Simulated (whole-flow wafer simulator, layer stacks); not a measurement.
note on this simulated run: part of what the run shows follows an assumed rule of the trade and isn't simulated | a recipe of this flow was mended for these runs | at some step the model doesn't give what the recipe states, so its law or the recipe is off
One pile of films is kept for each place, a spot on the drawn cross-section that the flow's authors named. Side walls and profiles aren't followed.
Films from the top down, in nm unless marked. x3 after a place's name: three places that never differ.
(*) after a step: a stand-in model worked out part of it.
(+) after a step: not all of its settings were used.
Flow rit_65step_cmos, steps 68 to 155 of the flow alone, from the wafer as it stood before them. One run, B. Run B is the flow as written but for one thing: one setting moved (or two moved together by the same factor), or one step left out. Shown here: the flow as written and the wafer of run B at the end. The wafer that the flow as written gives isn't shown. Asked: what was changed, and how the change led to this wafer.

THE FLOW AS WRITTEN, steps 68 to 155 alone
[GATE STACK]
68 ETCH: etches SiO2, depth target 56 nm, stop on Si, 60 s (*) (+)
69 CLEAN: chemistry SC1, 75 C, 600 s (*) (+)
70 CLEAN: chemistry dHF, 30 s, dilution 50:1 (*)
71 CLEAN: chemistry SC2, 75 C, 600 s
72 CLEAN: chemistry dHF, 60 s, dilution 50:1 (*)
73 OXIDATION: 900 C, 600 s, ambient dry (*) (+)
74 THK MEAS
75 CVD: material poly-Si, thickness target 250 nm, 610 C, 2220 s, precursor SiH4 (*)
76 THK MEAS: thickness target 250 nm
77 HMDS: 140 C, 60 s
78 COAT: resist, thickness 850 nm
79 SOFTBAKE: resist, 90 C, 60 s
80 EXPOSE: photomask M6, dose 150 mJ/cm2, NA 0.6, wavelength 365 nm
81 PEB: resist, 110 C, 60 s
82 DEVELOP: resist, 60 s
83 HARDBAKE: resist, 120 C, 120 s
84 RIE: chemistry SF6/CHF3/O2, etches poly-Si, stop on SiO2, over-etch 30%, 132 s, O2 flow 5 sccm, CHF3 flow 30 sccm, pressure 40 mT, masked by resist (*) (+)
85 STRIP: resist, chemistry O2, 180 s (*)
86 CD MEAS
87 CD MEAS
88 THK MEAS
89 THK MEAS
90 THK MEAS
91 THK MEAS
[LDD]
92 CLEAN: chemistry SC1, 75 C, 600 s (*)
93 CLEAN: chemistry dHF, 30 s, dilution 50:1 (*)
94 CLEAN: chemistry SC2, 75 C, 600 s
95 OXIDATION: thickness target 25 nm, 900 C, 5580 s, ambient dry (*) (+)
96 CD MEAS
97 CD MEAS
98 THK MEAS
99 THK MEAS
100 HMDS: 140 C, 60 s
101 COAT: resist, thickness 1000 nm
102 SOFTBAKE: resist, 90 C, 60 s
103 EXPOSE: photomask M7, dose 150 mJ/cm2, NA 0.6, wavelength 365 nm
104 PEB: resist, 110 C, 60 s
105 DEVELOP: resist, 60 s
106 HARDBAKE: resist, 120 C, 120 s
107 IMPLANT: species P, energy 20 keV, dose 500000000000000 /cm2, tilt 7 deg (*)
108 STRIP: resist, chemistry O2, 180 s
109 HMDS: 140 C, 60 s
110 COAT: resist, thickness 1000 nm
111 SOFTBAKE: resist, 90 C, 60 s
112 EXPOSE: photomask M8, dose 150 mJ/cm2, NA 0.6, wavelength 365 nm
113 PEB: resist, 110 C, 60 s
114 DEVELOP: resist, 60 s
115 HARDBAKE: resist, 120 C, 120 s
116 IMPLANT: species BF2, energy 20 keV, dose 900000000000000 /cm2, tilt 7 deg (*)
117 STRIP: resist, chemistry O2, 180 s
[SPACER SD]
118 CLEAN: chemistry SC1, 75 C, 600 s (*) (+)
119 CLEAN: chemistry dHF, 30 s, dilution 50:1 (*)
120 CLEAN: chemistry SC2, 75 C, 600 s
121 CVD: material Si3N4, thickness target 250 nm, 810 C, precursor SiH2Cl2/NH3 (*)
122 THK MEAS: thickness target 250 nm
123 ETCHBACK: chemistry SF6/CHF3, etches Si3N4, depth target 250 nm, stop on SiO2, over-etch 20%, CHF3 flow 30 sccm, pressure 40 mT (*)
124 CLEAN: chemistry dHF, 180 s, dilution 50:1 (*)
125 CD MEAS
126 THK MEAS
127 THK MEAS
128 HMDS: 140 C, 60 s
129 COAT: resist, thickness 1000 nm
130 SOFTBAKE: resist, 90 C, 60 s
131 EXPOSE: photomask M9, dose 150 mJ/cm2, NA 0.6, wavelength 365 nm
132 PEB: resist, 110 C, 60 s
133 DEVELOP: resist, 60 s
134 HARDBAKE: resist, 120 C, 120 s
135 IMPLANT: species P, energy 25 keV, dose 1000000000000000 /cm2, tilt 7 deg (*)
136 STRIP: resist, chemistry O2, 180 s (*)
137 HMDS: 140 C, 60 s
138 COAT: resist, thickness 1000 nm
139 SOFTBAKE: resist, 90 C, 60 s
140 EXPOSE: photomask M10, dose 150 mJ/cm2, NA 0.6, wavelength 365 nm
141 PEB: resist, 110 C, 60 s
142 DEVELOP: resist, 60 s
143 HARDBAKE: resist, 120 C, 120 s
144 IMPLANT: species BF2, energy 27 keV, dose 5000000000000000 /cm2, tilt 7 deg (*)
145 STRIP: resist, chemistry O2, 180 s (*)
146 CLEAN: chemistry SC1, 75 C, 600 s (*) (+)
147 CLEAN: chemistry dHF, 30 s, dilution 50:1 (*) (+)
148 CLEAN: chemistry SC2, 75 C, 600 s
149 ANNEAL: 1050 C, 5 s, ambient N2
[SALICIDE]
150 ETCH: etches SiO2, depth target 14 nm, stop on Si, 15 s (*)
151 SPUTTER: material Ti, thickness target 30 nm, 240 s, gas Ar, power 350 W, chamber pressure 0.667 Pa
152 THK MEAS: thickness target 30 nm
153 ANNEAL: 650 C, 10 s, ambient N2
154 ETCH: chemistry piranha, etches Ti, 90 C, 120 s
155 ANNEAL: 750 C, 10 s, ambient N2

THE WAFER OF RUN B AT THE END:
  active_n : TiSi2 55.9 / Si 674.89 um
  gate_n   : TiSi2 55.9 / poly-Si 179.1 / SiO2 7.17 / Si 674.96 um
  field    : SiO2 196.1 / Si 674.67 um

The cause: step 92, CLEAN: chemistry SC1, 75 C, 600 s (*), was left out.

How the change led to this, step by step:
  93 CLEAN: chemistry dHF, 30 s, dilution 50:1 (*)
      active_n, active_p, spacer, spacer_p, sd_n, sd_p, contact, m1: SiO2 -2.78 (as written it would be: SiO2 -2.36 (all of it))
      gate_n, gate_p: chemical SiO2 -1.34 (all of it) (as written it would be: chemical SiO2 -0.6 (all of it))
  95 OXIDATION: thickness target 25 nm, 900 C, 5580 s, ambient dry (*) (+)
      active_n, active_p, spacer, spacer_p, sd_n, sd_p, contact, m1: SiO2 +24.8, Si -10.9 (as written it would be: SiO2 +26.5 (new film), chemical SiO2 -0.4 (all of it), Si -11.5)
  123 ETCHBACK: chemistry SF6/CHF3, etches Si3N4, depth target 250 nm, stop on SiO2, over-etch 20%, CHF3 flow 30 sccm, pressure 40 mT (*)
      spacer, spacer_p: Si3N4 -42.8 (as written it would be: Si3N4 -45.9)
